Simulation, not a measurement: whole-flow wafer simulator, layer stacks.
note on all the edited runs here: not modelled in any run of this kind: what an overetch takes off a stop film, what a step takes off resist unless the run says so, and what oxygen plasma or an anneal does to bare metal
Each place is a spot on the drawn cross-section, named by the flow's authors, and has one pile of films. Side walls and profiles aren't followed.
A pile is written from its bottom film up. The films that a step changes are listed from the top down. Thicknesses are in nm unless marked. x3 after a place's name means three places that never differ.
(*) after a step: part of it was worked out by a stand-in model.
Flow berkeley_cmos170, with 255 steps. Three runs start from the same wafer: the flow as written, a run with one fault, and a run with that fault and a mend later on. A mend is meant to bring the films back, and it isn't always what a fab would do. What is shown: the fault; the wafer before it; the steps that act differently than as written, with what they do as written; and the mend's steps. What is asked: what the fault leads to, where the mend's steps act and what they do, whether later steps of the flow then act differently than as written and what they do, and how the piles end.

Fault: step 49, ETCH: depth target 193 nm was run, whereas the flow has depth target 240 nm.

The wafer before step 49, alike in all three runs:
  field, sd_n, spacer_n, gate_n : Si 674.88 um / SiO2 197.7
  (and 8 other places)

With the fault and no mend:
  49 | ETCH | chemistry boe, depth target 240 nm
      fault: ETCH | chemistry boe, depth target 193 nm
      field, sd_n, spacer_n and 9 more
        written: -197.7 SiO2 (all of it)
        fault: -193 SiO2
  Later steps of the flow acting differently than as written:
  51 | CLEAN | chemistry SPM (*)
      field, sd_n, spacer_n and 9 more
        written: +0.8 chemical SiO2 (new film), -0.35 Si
        fault: nothing
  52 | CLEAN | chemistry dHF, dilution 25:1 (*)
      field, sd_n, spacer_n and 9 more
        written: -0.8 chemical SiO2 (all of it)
        fault: -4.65 SiO2 (all of it)
  When the end is reached, the piles differ only a little from the flow's at the places that both follow, at most by 2% or 0.5 nm, whichever is larger.

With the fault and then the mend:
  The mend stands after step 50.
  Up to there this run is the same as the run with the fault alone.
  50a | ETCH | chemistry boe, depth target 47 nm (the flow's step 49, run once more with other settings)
      field, sd_n, spacer_n and 9 more
        -4.65 SiO2 (all of it)
  Every later step of the flow that is run acts as written at every place that is followed.
  At every place that both follow, the piles at the end match the flow's.
